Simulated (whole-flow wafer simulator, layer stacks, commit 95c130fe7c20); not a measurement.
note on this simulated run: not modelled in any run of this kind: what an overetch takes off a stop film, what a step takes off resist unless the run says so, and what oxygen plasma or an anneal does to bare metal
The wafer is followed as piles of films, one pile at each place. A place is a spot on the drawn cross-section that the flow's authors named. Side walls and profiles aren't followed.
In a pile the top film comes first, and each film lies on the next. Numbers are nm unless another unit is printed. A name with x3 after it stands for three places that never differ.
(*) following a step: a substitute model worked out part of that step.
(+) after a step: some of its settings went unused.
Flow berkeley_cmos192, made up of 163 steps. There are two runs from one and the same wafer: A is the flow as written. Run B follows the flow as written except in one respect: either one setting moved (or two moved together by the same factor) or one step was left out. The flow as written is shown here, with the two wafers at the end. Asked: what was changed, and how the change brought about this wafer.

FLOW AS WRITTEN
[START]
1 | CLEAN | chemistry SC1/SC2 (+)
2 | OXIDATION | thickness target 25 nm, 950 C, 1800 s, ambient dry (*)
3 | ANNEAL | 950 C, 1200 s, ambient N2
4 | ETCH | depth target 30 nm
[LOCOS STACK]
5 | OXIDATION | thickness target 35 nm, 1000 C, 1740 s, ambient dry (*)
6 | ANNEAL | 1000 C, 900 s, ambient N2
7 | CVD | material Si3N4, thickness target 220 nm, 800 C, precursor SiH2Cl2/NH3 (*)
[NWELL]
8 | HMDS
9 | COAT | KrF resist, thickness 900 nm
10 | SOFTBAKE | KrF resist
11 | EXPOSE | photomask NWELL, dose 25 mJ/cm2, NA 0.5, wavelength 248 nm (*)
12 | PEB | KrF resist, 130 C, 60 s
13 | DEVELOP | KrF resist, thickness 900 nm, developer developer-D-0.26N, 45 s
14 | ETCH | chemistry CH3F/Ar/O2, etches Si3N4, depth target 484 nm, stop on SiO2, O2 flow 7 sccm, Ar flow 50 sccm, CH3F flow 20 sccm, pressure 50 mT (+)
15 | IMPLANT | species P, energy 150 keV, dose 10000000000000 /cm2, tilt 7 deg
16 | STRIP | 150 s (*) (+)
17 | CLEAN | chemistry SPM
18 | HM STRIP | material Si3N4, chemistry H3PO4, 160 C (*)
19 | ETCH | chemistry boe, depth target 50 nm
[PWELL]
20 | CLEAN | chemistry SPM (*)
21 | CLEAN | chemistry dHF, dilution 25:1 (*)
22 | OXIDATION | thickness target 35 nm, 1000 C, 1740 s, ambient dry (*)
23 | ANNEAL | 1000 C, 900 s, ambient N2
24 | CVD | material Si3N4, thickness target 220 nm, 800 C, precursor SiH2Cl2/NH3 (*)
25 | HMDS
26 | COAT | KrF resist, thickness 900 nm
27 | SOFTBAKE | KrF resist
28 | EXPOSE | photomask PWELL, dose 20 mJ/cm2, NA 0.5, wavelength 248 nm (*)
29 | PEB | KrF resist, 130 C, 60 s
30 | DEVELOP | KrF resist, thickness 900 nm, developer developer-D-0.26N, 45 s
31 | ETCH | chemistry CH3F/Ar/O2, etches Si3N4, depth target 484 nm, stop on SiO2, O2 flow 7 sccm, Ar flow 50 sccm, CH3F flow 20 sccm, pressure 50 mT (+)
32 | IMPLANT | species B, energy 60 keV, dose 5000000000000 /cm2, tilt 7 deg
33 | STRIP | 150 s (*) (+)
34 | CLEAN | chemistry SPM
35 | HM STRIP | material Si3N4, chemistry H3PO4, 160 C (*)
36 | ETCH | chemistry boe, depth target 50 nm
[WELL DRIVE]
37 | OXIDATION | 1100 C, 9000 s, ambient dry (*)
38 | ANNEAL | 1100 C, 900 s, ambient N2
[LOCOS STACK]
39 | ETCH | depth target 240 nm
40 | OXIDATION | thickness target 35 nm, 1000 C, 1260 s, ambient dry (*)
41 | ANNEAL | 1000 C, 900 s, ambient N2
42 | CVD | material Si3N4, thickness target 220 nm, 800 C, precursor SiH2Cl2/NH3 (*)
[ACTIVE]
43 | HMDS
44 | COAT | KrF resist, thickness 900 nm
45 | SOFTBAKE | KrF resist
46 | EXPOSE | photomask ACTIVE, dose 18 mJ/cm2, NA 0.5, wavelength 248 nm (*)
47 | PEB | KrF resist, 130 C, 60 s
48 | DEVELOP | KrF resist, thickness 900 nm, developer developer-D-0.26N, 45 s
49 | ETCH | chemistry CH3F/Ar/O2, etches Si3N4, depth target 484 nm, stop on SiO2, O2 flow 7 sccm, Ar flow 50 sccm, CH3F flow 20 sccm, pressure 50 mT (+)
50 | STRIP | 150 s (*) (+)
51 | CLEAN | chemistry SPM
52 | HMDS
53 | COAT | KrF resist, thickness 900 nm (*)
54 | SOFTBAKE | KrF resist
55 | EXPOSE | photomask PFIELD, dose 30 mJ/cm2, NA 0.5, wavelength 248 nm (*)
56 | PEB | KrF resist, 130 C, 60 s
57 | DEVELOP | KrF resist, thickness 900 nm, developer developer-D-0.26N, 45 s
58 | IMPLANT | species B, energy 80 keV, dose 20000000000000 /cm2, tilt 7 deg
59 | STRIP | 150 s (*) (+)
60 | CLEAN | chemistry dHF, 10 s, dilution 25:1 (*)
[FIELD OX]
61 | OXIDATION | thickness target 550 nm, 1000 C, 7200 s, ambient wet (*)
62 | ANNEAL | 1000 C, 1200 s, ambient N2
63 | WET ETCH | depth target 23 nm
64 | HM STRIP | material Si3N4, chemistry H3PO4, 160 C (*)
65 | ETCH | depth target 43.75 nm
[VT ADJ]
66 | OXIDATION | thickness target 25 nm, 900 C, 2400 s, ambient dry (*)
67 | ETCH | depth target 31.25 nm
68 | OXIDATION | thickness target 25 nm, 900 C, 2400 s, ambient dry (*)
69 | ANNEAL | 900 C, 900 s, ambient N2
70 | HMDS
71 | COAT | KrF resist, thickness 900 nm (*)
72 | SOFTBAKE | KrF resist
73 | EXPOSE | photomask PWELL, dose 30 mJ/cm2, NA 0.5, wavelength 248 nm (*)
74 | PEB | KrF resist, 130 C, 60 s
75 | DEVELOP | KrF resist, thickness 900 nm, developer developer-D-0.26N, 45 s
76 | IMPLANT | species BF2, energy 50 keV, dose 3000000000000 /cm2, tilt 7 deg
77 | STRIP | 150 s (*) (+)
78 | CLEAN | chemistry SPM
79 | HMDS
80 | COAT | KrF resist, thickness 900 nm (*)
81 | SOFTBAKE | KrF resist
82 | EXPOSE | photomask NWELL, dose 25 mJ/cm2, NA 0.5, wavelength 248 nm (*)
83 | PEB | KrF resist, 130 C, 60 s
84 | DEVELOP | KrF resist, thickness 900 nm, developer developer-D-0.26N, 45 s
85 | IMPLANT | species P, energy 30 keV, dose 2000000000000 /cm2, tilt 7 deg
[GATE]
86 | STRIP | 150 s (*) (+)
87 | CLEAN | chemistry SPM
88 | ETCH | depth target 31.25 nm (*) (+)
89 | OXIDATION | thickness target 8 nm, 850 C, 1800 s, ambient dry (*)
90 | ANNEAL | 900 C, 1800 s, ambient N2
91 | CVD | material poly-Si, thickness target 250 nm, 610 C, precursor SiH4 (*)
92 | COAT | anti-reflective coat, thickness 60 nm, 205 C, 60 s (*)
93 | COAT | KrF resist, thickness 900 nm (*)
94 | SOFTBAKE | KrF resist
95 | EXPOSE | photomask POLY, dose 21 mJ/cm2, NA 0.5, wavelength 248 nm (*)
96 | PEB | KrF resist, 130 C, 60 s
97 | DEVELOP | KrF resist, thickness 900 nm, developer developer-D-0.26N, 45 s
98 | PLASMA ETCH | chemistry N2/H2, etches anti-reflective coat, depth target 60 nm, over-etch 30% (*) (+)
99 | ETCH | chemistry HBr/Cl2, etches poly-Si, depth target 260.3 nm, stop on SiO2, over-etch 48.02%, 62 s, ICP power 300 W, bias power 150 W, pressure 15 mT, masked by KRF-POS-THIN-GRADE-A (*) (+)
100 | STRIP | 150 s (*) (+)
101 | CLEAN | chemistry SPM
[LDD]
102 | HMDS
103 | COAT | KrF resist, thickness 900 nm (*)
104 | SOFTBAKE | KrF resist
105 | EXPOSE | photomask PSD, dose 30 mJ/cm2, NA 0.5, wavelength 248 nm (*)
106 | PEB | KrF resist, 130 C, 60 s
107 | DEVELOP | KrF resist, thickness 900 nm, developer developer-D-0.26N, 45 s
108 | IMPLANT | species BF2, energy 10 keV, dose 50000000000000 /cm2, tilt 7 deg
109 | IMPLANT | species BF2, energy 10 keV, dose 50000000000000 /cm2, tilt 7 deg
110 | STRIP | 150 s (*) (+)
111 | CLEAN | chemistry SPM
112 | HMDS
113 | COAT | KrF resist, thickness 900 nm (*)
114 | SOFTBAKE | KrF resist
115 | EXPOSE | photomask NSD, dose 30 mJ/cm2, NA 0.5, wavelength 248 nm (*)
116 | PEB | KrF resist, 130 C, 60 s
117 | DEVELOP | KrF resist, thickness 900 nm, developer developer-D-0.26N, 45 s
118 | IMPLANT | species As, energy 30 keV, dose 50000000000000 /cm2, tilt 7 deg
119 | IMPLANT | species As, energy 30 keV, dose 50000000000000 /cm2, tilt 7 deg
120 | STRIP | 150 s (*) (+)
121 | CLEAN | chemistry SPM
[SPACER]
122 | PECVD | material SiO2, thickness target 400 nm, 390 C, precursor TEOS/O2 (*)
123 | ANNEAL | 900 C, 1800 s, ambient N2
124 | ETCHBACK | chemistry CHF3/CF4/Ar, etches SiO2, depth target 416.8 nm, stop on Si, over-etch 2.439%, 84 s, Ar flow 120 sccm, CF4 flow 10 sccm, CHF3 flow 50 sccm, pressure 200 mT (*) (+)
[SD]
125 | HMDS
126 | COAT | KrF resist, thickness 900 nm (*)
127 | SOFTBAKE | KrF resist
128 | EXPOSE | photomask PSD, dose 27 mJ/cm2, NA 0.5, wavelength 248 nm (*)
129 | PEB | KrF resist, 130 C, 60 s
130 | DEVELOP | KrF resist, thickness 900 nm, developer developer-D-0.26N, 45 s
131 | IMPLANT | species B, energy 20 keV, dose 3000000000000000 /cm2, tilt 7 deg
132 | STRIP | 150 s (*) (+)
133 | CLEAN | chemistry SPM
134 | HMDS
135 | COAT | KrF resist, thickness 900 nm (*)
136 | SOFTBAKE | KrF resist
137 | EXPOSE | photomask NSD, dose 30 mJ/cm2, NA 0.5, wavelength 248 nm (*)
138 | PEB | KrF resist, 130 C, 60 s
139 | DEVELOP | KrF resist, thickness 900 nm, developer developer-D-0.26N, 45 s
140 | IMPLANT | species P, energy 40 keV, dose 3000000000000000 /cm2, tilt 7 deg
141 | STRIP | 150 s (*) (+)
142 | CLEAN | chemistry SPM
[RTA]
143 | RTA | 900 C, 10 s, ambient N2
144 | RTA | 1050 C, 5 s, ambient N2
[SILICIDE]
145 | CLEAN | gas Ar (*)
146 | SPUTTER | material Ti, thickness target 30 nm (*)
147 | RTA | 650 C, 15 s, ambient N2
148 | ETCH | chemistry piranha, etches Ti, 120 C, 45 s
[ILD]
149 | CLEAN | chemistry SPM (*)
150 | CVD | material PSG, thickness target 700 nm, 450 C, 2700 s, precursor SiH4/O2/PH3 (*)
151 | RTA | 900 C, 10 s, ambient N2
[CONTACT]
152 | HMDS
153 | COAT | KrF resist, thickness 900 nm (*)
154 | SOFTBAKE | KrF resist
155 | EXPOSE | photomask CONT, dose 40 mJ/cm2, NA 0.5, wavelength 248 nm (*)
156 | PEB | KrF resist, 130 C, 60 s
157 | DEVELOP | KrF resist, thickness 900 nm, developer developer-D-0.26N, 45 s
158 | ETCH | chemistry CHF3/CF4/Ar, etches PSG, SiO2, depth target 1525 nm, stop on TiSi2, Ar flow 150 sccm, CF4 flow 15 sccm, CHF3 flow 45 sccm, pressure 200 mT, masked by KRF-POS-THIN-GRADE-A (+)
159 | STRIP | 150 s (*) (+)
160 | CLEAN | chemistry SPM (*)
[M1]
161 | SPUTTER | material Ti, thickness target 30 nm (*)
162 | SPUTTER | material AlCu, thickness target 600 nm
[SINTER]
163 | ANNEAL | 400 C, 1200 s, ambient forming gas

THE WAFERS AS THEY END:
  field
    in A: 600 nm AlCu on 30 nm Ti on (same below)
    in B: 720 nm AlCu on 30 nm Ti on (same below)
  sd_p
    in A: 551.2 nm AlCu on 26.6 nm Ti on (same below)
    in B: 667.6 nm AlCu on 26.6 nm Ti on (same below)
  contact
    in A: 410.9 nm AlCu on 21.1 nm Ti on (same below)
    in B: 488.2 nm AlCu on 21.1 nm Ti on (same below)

Cause: step 162, SPUTTER: thickness target 720 nm was run, whereas the flow has thickness target 600 nm.
One can read it off the wafer: field has AlCu 720, and step 162 as written asks for 600 nm.

Step by step, how the change led to this:
  162 | SPUTTER | material AlCu, thickness target 600 nm
      field, sd_n, spacer_n, gate, spacer_p, gate_p, m1: A AlCu gains 600 (new film) | B AlCu gains 720 (new film)
      sd_p: A AlCu gains 551.2 (new film) | B AlCu gains 667.6 (new film)
      (also at 1 further place)
